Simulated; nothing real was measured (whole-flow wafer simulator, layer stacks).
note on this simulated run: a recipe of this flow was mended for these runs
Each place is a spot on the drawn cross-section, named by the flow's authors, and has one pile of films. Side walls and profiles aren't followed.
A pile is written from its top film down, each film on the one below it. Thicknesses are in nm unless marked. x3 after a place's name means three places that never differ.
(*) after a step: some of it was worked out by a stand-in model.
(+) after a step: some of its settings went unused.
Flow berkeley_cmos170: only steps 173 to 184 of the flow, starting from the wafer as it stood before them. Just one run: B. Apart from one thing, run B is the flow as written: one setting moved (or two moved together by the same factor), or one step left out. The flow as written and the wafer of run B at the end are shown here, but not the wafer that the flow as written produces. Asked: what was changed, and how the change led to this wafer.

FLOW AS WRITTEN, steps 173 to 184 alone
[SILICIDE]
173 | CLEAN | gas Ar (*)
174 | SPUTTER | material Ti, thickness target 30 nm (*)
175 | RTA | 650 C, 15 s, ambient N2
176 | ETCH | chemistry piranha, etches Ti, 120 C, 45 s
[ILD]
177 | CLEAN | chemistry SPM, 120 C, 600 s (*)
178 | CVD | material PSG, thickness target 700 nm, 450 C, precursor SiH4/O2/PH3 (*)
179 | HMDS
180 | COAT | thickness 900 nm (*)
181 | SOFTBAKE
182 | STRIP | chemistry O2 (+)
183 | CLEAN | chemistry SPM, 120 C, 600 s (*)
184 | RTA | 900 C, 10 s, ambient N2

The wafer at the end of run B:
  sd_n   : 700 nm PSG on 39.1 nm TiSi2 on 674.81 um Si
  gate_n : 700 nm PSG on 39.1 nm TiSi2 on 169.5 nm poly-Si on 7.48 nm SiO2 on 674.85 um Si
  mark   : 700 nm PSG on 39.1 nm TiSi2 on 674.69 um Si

The reason: step 174, SPUTTER: thickness target 21 nm was run, whereas the flow has thickness target 30 nm.

How this came from the change, step by step:
  174 | SPUTTER | material Ti, thickness target 30 nm (*)
      field, mark, sd_n and 10 more: +21 Ti (new film) (in the flow as written it would be: +30 Ti (new film))
  175 | RTA | 650 C, 15 s, ambient N2
      mark, sd_n, sd_p, contact, m1, via1, m2, via2: -16.4 Ti, +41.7 TiSi2 C49 (new film), -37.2 Si (in the flow as written it would be: -23.4 Ti, +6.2 TiSi first (new film), +50.3 TiSi2 C49 (new film), -49 Si)
      gate_n, gate_p: -16.4 Ti, +41.7 TiSi2 C49 (new film), -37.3 poly-Si (in the flow as written it would be: -23.4 Ti, +6.2 TiSi first (new film), +50.3 TiSi2 C49 (new film), -49.2 poly-Si)
  176 | ETCH | chemistry piranha, etches Ti, 120 C, 45 s
      mark, sd_n, gate_n and 7 more: -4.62 Ti (all of it), -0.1 TiSi2 C49 (in the flow as written it would be: -6.6 Ti (all of it), -0.1 TiSi first)
      field, spacer_n, spacer_p: -21 Ti (all of it) (in the flow as written it would be: -30 Ti (all of it))
  184 | RTA | 900 C, 10 s, ambient N2
      mark, sd_n, sd_p, contact, m1, via1, m2, via2: under 1 film: +39.1 TiSi2 (new film), -41.6 TiSi2 C49 (all of it) (in the flow as written it would be: under 1 film: +55.9 TiSi2 (new film), -6.09 TiSi first (all of it), -50.3 TiSi2 C49 (all of it), -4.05 Si)
      gate_n, gate_p: under 1 film: +39.1 TiSi2 (new film), -41.6 TiSi2 C49 (all of it) (in the flow as written it would be: under 1 film: +55.9 TiSi2 (new film), -6.09 TiSi first (all of it), -50.3 TiSi2 C49 (all of it), -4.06 poly-Si)
